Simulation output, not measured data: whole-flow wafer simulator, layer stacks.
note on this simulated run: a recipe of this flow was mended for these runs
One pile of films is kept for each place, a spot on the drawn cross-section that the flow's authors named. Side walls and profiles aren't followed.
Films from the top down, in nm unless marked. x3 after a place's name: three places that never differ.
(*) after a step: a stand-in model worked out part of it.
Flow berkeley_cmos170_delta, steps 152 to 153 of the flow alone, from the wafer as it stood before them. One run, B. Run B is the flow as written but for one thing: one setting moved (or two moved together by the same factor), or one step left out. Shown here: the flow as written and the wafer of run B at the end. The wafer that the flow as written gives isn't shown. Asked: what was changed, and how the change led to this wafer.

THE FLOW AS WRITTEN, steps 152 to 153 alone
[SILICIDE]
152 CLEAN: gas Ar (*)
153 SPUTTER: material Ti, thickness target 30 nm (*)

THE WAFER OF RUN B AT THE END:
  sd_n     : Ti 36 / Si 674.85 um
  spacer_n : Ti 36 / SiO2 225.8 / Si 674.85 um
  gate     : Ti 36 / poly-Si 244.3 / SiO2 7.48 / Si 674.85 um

The cause: step 153, SPUTTER: thickness target 36 nm was run, where the flow has thickness target 30 nm.
It can be read off the wafer: sd_n has Ti 36, and step 153 as written asks for 30 nm.

How the change led to this, step by step:
  153 SPUTTER: material Ti, thickness target 30 nm (*)
      field, sd_n, spacer_n, gate, spacer_p, gate_p, contact x2: Ti +36 (new film) (as written it would be: Ti +30 (new film))
      sd_p: Ti +33 (new film) (as written it would be: Ti +27.5 (new film))
